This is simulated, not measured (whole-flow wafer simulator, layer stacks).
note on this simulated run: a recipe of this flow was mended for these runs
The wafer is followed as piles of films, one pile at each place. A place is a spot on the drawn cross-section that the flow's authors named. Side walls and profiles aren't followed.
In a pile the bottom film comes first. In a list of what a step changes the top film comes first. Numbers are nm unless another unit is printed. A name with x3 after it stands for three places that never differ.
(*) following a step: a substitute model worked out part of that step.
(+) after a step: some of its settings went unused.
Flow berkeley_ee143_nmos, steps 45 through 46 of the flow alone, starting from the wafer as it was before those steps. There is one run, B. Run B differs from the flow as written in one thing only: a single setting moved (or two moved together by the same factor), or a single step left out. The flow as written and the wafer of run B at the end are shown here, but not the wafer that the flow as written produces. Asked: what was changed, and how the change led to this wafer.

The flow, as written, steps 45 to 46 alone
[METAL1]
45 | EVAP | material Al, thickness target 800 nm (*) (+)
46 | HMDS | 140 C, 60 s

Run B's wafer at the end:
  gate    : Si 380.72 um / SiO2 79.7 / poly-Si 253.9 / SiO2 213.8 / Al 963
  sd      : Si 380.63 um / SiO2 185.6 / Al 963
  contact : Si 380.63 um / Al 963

What caused this: step 45, EVAP: thickness target 963 nm was run, while the flow as written has thickness target 800 nm.
One can read it off the wafer: gate has Al 963, and step 45 as written asks for 800 nm.

The path from the change to this, step by step:
  45 | EVAP | material Al, thickness target 800 nm (*) (+)
      gate, sd, contact, field: +963 Al (new film) (it would be, as written: +800 Al (new film))
